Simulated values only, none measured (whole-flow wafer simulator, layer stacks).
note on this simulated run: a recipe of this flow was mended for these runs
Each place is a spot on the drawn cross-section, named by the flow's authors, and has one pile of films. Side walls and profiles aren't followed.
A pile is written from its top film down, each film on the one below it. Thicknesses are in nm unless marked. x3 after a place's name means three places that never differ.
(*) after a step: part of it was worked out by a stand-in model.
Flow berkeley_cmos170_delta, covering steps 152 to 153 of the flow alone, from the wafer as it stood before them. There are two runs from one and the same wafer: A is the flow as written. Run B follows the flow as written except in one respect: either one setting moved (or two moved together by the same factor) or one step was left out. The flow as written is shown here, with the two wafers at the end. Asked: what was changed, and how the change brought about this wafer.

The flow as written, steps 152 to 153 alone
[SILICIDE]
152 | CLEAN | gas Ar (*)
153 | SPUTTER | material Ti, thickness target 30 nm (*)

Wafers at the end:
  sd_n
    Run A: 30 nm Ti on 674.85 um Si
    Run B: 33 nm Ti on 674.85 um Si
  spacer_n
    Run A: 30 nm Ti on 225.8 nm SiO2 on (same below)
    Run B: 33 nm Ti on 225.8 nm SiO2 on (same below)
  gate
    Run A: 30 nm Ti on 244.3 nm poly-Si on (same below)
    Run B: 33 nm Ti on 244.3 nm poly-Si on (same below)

What caused this: step 153, SPUTTER: thickness target 33 nm was run, though the flow has thickness target 30 nm.
One can read it off the wafer: sd_n has Ti 33, and step 153 as written asks for 30 nm.

The path from the change to this, step by step:
  153 | SPUTTER | material Ti, thickness target 30 nm (*)
      field, sd_n, spacer_n, gate, spacer_p, gate_p, contact x2: A Ti gains 30 (new film) | B Ti gains 33 (new film)
      sd_p: A Ti gains 27.5 (new film) | B Ti gains 30.3 (new film)
